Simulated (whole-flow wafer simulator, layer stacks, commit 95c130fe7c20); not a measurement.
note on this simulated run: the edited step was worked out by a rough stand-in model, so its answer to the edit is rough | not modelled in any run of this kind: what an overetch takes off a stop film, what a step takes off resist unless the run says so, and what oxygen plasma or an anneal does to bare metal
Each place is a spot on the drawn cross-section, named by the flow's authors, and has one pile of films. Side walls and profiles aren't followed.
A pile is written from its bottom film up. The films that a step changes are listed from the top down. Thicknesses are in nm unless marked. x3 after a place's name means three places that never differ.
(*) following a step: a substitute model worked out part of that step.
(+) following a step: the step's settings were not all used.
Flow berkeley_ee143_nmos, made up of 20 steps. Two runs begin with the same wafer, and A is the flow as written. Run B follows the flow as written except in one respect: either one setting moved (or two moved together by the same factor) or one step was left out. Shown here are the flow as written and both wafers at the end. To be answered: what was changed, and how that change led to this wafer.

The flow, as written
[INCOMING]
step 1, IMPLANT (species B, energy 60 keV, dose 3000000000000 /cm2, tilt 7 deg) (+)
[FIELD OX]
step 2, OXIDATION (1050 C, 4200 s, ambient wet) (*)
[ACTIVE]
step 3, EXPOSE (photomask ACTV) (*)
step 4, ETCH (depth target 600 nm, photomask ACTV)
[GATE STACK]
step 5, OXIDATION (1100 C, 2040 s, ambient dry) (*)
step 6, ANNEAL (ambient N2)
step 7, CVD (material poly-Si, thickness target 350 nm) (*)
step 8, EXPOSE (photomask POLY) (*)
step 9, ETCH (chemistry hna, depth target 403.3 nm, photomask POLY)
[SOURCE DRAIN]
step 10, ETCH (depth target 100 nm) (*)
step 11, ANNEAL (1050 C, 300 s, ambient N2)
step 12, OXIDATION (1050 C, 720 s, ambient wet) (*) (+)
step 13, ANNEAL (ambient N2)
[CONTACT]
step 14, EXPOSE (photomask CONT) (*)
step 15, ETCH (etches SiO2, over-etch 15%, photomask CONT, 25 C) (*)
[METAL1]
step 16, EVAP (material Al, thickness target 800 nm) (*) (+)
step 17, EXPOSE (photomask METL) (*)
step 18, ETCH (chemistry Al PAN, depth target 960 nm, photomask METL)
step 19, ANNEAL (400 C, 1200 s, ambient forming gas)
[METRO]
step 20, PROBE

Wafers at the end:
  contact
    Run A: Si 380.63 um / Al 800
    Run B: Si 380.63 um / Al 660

What caused this: step 16, EVAP: thickness target 660 nm was run, whereas the flow has thickness target 800 nm.
One can read it off the wafer: contact has Al 660, and step 16 as written asks for 800 nm.

The path from the change to this, step by step:
  step 16, EVAP (material Al, thickness target 800 nm) (*) (+)
      gate, sd, contact, field: A Al gains 800 (new film) | B Al gains 660 (new film)
  step 18, ETCH (chemistry Al PAN, depth target 960 nm, photomask METL)
      gate, sd, field: A Al loses 800 (all of it) | B Al loses 660 (all of it)
